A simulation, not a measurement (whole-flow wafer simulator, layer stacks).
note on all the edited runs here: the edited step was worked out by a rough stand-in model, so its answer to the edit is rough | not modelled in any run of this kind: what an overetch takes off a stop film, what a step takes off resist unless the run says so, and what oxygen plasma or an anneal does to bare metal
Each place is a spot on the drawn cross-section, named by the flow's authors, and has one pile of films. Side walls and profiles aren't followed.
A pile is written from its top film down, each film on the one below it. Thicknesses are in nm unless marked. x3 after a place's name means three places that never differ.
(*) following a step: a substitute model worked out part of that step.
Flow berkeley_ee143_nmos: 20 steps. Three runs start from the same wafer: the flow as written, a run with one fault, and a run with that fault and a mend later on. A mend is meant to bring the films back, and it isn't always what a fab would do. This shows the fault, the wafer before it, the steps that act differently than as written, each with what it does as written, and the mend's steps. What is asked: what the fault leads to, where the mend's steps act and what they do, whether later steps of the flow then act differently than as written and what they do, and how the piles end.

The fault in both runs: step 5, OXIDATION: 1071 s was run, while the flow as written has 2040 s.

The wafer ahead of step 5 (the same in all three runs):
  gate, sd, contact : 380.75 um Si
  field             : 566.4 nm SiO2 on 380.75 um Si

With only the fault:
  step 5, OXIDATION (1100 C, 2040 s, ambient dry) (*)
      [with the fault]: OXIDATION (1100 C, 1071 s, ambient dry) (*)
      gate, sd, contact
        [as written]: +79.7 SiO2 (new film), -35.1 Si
        [with the fault]: +54.4 SiO2 (new film), -23.9 Si
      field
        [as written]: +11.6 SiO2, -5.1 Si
        [with the fault]: +6.13 SiO2, -2.7 Si
  Later steps of the flow acting differently than as written (not shown: 1 more step that differs only slightly, by at most 2% or 0.5 nm, whichever is larger):
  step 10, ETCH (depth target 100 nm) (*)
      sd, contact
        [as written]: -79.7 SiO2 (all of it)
        [with the fault]: -54.4 SiO2 (all of it)
  The piles end different from the flow's at gate by more than 2% or 0.5 nm, whichever is larger.
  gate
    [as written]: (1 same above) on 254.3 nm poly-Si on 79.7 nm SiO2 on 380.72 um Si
    [with the fault]: (1 same above) on 254.3 nm poly-Si on 54.4 nm SiO2 on 380.73 um Si

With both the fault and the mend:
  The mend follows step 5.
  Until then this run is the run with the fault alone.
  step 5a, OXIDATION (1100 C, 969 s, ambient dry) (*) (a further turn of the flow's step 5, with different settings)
      gate, sd, contact
        +25.4 SiO2, -11.2 Si
      field
        +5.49 SiO2, -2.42 Si
  None of the later steps of the flow differs from how it acts as written, at any place that is followed, by more than 2% or 0.5 nm, whichever is larger.
  When the end is reached, the piles differ only a little from the flow's at the places that both follow, at most by 2% or 0.5 nm, whichever is larger.
